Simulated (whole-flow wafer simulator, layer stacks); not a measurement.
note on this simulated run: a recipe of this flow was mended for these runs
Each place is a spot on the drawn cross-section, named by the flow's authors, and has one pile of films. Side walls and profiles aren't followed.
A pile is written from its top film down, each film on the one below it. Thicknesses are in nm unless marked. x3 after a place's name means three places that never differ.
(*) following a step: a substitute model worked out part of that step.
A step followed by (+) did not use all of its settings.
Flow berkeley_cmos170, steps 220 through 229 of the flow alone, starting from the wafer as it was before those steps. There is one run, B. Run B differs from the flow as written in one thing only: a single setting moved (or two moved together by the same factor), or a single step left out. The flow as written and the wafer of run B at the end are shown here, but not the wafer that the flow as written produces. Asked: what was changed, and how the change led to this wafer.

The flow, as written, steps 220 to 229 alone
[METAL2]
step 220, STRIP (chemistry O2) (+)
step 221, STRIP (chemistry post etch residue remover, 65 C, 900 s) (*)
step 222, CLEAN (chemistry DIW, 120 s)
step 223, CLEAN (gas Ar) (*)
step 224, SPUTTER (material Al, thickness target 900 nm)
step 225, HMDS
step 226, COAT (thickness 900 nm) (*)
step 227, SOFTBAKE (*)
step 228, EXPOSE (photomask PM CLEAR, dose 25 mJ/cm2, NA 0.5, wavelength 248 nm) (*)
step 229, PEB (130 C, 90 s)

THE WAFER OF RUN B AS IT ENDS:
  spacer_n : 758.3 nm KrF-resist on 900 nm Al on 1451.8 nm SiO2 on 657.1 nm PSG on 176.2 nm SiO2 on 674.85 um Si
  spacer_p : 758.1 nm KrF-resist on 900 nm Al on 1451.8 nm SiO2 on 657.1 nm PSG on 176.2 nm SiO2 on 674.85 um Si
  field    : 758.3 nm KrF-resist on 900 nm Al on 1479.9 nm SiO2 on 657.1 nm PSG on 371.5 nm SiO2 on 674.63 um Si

Cause: step 226, COAT: thickness 760 nm was run, though the flow has thickness 900 nm.

How this came from the change, step by step:
  step 226, COAT (thickness 900 nm) (*)
      field, mark: +760 KrF-resist (new film) (in the flow as written it would be: +900 KrF-resist (new film))
      spacer_n, gate_n: +759.9 KrF-resist (new film) (in the flow as written it would be: +899.9 KrF-resist (new film))
      (as well as at 9 more places)
  step 229, PEB (130 C, 90 s)
      via1: -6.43 KrF-resist (in the flow as written it would be: -7.55 KrF-resist)
